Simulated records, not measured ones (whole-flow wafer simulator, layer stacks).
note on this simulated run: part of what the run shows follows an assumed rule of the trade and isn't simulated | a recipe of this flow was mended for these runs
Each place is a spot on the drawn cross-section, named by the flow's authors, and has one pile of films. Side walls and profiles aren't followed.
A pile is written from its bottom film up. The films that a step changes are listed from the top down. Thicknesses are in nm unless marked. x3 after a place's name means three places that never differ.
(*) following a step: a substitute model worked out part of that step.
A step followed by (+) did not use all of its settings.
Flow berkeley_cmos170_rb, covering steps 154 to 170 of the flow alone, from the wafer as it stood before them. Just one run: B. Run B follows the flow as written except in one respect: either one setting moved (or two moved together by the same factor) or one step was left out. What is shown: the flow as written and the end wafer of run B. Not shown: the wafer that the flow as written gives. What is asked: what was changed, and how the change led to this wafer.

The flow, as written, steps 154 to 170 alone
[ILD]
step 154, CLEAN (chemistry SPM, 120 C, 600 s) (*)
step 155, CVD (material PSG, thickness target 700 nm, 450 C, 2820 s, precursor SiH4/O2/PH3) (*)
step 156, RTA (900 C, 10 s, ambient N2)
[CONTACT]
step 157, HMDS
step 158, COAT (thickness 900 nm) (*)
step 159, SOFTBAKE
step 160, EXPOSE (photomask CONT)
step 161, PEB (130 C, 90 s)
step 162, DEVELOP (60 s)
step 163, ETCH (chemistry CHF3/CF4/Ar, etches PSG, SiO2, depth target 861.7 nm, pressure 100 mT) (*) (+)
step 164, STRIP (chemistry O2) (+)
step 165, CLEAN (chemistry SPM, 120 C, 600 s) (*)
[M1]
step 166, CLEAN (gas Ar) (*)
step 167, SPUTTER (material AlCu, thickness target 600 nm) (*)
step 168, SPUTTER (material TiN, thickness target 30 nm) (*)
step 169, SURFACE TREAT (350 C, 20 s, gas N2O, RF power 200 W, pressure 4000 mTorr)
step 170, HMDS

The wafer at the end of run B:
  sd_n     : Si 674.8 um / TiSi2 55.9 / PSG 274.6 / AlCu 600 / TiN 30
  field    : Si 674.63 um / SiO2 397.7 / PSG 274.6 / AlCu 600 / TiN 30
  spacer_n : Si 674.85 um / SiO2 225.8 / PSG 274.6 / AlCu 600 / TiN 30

Cause: step 155, CVD: thickness target 280 nm was run, though the flow has thickness target 700 nm; step 155, CVD: 1128 s was run, where the flow has 2820 s.

Step by step, how the change led to this:
  step 155, CVD (material PSG, thickness target 700 nm, 450 C, 2820 s, precursor SiH4/O2/PH3) (*)
      field, sd_n, spacer_n, gate, spacer_p, gate_p, contact, m1: PSG gains 280 (new film) (as written it would have been: PSG gains 700 (new film))
      sd_p: PSG gains 268.4 (new film) (as written it would have been: PSG gains 664.1 (new film))
  step 158, COAT (thickness 900 nm) (*)
      sd_p: KrF-resist gains 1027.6 (new film) (as written it would have been: KrF-resist gains 1055.8 (new film))
  step 163, ETCH (chemistry CHF3/CF4/Ar, etches PSG, SiO2, depth target 861.7 nm, pressure 100 mT) (*) (+)
      contact: PSG loses 280 (all of it), TiSi2 loses 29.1 (as written it would have been: PSG loses 700 (all of it), TiSi2 loses 8.08)
  step 164, STRIP (chemistry O2) (+)
      spacer_n: KrF-resist loses 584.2 (all of it) (as written it would have been: KrF-resist loses 598.3 (all of it))
      gate: KrF-resist loses 562.3 (all of it) (as written it would have been: KrF-resist loses 577.9 (all of it))
      (as well as at 2 more places)
  step 167, SPUTTER (material AlCu, thickness target 600 nm) (*)
      contact: AlCu gains 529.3 (new film) (as written it would have been: AlCu gains 415.5 (new film))
  step 168, SPUTTER (material TiN, thickness target 30 nm) (*)
      sd_p: TiN gains 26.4 (new film) (as written it would have been: TiN gains 25.8 (new film))
      contact: TiN gains 25.2 (new film) (as written it would have been: TiN gains 16.3 (new film))
